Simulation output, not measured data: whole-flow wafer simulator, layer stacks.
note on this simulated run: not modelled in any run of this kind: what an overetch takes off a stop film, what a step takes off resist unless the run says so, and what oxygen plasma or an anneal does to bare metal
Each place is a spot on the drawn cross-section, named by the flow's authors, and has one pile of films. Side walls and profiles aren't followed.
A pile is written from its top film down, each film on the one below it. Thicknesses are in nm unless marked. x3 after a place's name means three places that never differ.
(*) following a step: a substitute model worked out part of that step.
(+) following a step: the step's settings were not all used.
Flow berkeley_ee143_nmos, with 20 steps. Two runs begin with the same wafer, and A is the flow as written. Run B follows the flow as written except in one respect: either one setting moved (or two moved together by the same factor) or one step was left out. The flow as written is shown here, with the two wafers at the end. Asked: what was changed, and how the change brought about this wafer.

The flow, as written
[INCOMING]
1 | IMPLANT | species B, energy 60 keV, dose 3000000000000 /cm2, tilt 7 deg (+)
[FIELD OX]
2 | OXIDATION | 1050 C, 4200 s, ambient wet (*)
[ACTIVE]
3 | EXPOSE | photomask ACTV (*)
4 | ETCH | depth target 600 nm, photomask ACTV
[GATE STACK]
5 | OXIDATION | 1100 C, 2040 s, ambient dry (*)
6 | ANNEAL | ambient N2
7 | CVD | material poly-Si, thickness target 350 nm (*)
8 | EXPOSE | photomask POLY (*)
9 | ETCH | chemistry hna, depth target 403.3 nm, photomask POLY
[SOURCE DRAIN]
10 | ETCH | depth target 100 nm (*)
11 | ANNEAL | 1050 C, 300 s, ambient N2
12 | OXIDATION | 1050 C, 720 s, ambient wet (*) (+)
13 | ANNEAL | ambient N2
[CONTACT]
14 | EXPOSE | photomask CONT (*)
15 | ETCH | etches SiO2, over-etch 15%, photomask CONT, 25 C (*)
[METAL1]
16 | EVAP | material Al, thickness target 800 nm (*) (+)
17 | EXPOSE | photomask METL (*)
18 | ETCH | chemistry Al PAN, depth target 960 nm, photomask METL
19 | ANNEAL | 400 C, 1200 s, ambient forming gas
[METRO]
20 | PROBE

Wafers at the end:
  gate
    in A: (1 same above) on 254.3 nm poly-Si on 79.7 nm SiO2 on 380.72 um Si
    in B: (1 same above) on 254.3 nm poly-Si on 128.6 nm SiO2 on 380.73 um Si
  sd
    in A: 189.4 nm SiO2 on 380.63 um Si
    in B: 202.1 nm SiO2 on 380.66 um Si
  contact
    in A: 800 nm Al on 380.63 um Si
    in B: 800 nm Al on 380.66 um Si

The reason: step 4, ETCH: depth target 478 nm was run, whereas the flow has depth target 600 nm.

Step by step, how the change led to this:
  4 | ETCH | depth target 600 nm, photomask ACTV
      gate, sd, contact: A SiO2 loses 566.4 (all of it) | B SiO2 loses 478
  5 | OXIDATION | 1100 C, 2040 s, ambient dry (*)
      gate, sd, contact: A SiO2 gains 79.7 (new film), Si loses 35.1 | B SiO2 gains 40.3, Si loses 17.7
  10 | ETCH | depth target 100 nm (*)
      sd, contact: A SiO2 loses 79.7 (all of it) | B SiO2 loses 100
  12 | OXIDATION | 1050 C, 720 s, ambient wet (*) (+)
      sd, contact: A SiO2 gains 189.4 (new film), Si loses 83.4 | B SiO2 gains 173.4, Si loses 76.3
  15 | ETCH | etches SiO2, over-etch 15%, photomask CONT, 25 C (*)
      contact: A SiO2 loses 189.4 (all of it) | B SiO2 loses 202.1 (all of it)
